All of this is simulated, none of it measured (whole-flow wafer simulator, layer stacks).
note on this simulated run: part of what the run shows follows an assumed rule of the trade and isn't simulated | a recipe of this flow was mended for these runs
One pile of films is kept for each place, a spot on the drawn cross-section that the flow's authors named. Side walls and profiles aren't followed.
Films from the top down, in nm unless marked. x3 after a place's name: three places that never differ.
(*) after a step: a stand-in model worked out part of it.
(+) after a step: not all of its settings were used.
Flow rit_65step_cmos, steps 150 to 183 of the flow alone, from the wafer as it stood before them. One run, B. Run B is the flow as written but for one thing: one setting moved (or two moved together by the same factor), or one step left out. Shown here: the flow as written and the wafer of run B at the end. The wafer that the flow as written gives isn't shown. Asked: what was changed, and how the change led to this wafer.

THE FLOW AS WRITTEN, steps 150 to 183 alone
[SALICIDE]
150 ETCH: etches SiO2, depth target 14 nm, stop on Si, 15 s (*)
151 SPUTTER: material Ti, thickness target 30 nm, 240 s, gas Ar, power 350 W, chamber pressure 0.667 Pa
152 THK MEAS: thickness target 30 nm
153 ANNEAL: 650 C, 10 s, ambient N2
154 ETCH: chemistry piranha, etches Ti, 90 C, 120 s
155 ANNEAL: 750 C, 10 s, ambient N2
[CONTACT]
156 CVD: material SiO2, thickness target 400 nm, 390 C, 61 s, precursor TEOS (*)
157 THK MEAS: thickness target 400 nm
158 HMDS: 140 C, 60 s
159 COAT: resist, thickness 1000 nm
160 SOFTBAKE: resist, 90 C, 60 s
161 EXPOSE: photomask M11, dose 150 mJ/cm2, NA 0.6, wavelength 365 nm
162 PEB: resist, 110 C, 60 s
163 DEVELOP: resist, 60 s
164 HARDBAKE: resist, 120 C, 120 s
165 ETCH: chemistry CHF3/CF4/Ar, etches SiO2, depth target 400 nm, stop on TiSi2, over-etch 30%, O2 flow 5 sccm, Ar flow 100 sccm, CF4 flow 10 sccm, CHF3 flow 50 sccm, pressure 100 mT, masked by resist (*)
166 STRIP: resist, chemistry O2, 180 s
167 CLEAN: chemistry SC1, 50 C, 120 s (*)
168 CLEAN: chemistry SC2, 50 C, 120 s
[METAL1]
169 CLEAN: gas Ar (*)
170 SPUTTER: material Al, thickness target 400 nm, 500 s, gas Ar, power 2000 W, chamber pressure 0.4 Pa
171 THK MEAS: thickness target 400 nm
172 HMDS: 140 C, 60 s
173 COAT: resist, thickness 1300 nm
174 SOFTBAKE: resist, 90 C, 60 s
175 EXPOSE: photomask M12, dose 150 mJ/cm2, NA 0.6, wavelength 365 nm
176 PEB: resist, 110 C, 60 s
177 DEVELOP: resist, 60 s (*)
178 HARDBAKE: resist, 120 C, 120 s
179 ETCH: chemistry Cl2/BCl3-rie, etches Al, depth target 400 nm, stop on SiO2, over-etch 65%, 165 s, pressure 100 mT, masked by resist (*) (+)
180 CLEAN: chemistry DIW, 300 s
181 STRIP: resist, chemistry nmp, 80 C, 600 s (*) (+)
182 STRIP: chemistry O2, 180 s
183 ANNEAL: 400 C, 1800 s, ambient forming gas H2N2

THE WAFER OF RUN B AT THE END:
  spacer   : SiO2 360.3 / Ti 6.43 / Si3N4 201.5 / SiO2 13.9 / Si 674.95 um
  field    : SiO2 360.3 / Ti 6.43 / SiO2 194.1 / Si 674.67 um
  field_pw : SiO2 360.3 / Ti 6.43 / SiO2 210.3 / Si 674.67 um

The cause: step 154, ETCH: 25 s was run, where the flow has 120 s.

How the change led to this, step by step:
  154 ETCH: chemistry piranha, etches Ti, 90 C, 120 s
      field, field_pw, field_nw, field_p, spacer, spacer_p: Ti -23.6 (as written it would be: Ti -30 (all of it))
  156 CVD: material SiO2, thickness target 400 nm, 390 C, 61 s, precursor TEOS (*)
      field, field_pw, field_nw, field_p: SiO2 +400 (new film) (as written it would be: SiO2 +400)
Counting metal films that touch as one body, spacer has 1 body; the flow as written gives 0 bodies.
Counting metal films that touch as one body, field has 1 body; the flow as written gives 0 bodies.
Counting metal films that touch as one body, field_pw has 1 body; the flow as written gives 0 bodies.
